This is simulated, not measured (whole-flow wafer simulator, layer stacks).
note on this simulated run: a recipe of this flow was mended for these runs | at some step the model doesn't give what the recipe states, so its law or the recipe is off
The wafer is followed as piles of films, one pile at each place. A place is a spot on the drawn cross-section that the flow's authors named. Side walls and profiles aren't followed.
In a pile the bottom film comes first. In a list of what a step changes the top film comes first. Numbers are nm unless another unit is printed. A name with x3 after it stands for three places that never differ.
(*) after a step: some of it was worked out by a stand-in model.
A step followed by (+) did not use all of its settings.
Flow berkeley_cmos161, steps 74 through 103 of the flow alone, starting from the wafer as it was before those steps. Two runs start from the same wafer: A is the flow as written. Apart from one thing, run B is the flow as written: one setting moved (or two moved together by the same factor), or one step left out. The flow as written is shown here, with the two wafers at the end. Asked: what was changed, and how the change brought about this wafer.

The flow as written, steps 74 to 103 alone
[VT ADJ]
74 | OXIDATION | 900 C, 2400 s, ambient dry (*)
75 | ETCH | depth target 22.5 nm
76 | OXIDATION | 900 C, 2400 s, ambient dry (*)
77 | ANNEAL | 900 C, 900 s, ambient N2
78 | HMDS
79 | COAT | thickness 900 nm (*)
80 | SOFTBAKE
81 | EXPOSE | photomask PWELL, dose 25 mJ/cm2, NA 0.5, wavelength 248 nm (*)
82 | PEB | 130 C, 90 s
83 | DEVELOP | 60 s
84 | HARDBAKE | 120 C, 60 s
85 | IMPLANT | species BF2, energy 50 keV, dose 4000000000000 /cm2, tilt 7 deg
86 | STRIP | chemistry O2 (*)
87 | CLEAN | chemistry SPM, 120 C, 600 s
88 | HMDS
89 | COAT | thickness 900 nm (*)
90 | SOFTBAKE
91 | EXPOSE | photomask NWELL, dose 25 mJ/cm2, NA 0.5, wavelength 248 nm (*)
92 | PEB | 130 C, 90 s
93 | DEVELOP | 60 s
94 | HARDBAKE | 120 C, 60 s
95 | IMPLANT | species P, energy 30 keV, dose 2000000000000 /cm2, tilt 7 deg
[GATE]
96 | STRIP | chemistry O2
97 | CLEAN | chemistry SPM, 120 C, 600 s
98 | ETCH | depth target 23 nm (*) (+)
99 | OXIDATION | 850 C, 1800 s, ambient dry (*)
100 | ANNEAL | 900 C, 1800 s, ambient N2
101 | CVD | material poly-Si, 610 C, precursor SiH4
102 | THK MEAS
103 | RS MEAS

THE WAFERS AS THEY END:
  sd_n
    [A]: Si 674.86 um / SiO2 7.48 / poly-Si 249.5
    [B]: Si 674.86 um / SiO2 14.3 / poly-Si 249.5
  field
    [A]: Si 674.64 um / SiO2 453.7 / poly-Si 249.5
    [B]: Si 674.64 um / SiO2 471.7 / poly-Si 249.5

The reason: step 98, ETCH: depth target 5 nm was run, though the flow has depth target 23 nm.

The path from the change to this, step by step:
  98 | ETCH | depth target 23 nm (*) (+)
      sd_n, spacer_n, gate_n, sd_p, spacer_p, gate_p, contact, m1: A -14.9 SiO2 (all of it) | B -5 SiO2
      field: A -23 SiO2 | B -5 SiO2
  99 | OXIDATION | 850 C, 1800 s, ambient dry (*)
      sd_n, spacer_n, gate_n, sd_p, spacer_p, gate_p, contact, m1: A +7.48 SiO2 (new film), -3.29 Si | B +4.38 SiO2, -1.93 Si
